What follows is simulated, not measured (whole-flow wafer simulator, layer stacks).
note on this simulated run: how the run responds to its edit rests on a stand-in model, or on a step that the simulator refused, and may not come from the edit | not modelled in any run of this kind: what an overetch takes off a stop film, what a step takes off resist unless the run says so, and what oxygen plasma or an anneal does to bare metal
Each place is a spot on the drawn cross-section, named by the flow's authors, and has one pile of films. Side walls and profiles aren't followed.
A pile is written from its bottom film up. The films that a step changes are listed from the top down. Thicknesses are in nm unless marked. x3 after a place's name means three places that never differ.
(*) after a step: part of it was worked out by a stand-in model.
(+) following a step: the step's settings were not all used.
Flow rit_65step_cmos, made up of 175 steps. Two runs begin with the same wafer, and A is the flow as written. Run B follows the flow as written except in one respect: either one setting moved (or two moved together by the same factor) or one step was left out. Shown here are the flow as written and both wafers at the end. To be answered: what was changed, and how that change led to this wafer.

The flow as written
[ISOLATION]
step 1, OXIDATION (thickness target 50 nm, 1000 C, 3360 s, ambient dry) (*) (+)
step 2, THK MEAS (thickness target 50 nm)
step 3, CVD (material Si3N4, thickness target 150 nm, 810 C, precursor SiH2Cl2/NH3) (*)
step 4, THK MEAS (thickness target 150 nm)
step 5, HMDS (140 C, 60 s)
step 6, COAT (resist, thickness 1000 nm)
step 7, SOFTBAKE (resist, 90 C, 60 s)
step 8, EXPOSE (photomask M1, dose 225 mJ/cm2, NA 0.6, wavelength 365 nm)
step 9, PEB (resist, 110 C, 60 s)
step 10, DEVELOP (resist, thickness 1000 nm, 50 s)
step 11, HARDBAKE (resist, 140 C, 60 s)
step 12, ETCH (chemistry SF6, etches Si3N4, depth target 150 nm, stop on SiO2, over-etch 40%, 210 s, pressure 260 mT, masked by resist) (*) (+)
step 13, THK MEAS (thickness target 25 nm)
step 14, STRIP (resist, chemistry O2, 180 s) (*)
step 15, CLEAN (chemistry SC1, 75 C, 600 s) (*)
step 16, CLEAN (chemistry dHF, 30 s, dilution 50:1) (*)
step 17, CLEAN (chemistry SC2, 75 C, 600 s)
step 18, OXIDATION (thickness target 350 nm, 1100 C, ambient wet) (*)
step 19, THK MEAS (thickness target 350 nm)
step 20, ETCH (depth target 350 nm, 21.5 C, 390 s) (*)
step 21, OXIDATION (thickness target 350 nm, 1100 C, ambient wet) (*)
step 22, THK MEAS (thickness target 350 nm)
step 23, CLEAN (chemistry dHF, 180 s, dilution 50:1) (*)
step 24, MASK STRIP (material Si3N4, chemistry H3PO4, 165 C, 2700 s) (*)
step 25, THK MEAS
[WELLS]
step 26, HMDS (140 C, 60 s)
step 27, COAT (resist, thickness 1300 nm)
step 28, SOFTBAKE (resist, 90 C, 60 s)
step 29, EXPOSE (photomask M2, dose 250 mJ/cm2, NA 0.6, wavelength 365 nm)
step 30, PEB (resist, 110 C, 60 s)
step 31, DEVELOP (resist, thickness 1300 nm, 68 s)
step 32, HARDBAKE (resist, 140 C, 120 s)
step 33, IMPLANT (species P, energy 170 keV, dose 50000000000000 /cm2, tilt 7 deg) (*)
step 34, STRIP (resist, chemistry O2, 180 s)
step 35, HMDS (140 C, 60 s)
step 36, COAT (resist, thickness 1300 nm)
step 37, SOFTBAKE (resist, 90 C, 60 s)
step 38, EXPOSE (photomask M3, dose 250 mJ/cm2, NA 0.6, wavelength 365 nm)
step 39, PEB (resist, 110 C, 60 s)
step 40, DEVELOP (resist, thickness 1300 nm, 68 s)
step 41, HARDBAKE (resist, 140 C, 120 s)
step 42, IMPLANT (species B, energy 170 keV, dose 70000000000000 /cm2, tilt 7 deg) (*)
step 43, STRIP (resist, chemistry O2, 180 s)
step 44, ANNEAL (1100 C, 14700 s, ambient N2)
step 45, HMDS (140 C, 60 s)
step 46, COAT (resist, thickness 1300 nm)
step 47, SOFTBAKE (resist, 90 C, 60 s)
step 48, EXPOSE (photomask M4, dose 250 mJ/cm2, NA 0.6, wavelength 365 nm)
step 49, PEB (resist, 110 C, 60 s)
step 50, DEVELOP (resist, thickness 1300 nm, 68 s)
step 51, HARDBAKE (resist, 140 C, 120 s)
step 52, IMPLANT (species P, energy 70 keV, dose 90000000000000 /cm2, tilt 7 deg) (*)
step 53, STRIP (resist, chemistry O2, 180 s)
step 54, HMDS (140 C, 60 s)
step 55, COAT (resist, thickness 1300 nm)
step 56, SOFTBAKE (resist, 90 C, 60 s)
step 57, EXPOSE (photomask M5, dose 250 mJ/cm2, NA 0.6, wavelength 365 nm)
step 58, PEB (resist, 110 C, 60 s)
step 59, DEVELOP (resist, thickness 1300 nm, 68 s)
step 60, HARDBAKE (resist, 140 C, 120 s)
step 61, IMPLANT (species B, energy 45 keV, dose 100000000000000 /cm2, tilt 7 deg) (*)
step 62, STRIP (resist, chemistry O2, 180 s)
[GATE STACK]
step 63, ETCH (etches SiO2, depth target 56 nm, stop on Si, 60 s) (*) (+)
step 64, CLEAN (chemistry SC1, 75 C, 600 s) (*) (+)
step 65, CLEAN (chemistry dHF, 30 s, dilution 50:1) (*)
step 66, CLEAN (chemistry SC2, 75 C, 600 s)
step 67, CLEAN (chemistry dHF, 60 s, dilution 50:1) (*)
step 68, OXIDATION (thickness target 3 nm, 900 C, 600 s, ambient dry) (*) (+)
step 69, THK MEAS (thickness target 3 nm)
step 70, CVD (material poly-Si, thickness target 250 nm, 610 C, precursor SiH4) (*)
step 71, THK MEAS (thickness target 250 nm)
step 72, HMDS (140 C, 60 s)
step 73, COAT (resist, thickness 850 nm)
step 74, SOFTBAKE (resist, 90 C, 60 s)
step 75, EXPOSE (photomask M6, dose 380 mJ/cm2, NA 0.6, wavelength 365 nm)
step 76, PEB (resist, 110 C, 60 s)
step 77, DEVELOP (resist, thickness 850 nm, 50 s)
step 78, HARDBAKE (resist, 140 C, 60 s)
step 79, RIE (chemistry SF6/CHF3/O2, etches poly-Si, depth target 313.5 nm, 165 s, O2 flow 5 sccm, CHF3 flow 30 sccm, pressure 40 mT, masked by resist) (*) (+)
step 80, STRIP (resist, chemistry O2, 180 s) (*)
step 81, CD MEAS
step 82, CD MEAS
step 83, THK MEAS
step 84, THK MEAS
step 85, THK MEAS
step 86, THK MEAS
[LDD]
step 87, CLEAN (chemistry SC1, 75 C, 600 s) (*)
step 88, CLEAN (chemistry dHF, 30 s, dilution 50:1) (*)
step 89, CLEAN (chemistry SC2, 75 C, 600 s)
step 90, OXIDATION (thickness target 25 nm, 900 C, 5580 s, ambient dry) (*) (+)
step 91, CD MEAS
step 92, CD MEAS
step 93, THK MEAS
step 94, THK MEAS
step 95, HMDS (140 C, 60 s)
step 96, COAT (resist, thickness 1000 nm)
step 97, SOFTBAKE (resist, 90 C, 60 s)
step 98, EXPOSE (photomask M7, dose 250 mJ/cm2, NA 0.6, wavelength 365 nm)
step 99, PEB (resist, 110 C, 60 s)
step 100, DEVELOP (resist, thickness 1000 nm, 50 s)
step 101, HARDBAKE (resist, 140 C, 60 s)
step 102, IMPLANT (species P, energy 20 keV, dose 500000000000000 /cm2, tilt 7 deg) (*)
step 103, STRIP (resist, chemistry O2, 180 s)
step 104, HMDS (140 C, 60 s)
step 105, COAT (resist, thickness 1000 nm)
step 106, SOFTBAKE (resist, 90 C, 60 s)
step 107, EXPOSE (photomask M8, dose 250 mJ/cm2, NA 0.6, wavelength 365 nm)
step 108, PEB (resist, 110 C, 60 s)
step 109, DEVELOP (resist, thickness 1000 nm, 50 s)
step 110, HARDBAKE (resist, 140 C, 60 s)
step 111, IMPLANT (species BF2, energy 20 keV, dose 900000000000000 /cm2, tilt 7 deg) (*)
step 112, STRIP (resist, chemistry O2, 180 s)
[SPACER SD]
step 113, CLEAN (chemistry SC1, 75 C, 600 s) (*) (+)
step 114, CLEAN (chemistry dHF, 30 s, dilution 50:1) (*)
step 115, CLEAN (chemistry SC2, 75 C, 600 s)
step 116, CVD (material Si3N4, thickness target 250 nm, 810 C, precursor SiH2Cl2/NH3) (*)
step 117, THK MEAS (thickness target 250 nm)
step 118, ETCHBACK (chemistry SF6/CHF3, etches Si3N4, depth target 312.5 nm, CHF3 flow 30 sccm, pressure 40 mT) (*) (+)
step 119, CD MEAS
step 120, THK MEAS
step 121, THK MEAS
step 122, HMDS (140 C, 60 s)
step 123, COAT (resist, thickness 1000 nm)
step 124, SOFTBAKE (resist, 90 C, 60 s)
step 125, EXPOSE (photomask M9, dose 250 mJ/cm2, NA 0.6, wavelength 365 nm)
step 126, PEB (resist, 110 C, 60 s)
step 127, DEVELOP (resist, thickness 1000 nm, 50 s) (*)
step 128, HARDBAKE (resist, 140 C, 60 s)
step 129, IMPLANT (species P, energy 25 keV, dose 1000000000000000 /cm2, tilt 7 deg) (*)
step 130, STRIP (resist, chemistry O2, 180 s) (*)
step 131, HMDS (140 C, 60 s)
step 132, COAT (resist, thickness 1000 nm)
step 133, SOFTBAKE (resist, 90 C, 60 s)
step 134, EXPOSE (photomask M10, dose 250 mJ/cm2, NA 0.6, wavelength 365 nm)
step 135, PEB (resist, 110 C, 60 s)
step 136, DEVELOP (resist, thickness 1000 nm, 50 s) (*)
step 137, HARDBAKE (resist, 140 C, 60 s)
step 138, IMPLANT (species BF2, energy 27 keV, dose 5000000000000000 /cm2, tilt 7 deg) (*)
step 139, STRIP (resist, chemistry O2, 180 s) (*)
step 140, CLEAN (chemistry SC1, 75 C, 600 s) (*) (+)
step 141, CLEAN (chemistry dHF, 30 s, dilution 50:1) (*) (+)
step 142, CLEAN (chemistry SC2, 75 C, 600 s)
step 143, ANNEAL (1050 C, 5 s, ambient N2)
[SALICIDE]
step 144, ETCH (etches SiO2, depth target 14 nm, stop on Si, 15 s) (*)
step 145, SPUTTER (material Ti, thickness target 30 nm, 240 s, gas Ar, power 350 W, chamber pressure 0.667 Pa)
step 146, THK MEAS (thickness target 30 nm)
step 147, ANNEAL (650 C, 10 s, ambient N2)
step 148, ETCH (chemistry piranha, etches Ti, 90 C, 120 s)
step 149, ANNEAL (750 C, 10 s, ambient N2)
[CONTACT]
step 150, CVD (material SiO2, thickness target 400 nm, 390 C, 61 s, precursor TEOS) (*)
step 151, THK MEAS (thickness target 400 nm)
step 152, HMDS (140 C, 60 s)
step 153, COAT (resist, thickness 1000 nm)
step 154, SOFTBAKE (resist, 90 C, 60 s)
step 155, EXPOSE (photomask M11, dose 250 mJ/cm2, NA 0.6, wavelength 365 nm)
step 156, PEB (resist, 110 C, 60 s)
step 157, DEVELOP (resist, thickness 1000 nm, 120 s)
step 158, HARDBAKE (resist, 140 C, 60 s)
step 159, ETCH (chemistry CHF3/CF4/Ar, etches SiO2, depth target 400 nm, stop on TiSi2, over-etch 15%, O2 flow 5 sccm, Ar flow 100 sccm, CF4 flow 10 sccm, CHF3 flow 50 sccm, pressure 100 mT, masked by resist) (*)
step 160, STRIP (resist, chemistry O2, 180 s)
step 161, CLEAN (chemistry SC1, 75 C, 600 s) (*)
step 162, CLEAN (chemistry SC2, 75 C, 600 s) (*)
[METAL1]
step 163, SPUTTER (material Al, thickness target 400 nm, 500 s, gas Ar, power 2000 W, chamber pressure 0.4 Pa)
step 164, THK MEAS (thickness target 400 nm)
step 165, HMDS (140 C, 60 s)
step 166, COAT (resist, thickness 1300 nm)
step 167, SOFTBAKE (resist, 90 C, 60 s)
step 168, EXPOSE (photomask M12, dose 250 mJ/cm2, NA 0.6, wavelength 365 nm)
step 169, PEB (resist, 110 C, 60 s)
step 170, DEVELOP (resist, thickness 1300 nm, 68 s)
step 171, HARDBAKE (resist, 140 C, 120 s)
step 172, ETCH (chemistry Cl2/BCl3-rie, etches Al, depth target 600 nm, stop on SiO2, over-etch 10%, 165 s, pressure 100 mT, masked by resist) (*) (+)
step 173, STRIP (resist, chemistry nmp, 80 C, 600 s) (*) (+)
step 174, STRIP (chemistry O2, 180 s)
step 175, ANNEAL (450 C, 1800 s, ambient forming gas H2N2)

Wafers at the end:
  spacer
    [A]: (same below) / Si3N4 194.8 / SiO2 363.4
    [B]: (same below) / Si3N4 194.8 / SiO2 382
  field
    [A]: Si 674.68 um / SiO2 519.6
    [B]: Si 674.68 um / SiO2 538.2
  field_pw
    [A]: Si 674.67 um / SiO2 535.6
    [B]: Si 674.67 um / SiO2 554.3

The reason: step 163, SPUTTER: thickness target 549 nm was run, whereas the flow has thickness target 400 nm; step 163, SPUTTER: 686 s was run, where the flow has 500 s.

How this came from the change, step by step:
  step 163, SPUTTER (material Al, thickness target 400 nm, 500 s, gas Ar, power 2000 W, chamber pressure 0.4 Pa)
      field, field_pw, field_p, spacer, spacer_p: A +400 Al (new film) | B +549 Al (new film)
      gate_n, gate_p: A +396 Al (new film) | B +523.4 Al (new film)
      (and at 1 other place as well)
  step 166, COAT (resist, thickness 1300 nm)
      gate_n: A +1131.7 resist (new film) | B +1155.2 resist (new film)
  step 169, PEB (resist, 110 C, 60 s)
      gate_n: A -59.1 resist | B -60.4 resist
      gate_p: A -59.3 resist | B -60.6 resist
  step 170, DEVELOP (resist, thickness 1300 nm, 68 s)
      gate_n: A -1072.6 resist (all of it) | B -1094.8 resist (all of it)
  step 172, ETCH (chemistry Cl2/BCl3-rie, etches Al, depth target 600 nm, stop on SiO2, over-etch 10%, 165 s, pressure 100 mT, masked by resist) (*) (+)
      field, field_pw, field_p, spacer, spacer_p: A -400 Al (all of it), -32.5 SiO2 | B -549 Al (all of it), -13.9 SiO2
      gate_n, gate_p: A -396 Al (all of it), -33 SiO2 | B -523.4 Al (all of it), -17.1 SiO2
      (and at 1 other place as well)
